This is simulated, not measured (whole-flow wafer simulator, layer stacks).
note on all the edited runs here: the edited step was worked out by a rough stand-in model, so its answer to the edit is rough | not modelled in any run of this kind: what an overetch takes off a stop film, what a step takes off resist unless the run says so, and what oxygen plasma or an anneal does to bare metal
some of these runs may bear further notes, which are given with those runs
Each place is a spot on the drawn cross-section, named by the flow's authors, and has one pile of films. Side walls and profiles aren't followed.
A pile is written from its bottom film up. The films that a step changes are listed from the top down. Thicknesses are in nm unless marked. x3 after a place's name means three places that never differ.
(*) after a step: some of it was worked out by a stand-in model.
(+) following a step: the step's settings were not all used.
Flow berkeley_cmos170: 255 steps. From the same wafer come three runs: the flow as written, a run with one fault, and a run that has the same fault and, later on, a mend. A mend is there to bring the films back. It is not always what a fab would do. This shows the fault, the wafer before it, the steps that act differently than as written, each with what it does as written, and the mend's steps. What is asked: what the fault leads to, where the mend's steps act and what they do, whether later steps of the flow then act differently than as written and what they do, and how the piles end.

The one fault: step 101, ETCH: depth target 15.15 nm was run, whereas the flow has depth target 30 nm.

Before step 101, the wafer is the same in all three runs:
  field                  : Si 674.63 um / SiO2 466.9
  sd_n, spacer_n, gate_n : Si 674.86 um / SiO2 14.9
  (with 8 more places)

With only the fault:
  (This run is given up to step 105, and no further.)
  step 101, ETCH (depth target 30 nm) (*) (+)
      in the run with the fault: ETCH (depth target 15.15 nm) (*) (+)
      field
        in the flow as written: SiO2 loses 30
        in the run with the fault: SiO2 loses 15.1
  Every later step of the flow up to step 105 that is run acts as written, at every place that is followed, to within 2% or 0.5 nm, whichever is larger.
  Once step 105 is done, the piles at field depart from the flow's by more than 2% or 0.5 nm, whichever is larger.
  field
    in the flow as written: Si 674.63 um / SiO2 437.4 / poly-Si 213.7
    in the run with the fault: Si 674.63 um / SiO2 452.3 / poly-Si 213.7

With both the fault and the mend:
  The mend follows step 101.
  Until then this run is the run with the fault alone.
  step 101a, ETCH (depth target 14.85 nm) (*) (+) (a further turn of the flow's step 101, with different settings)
      field
        SiO2 loses 14.9
  Every later step of the flow that is run acts as written at every place that is followed.
  At every place that both follow, the piles at the end match the flow's.
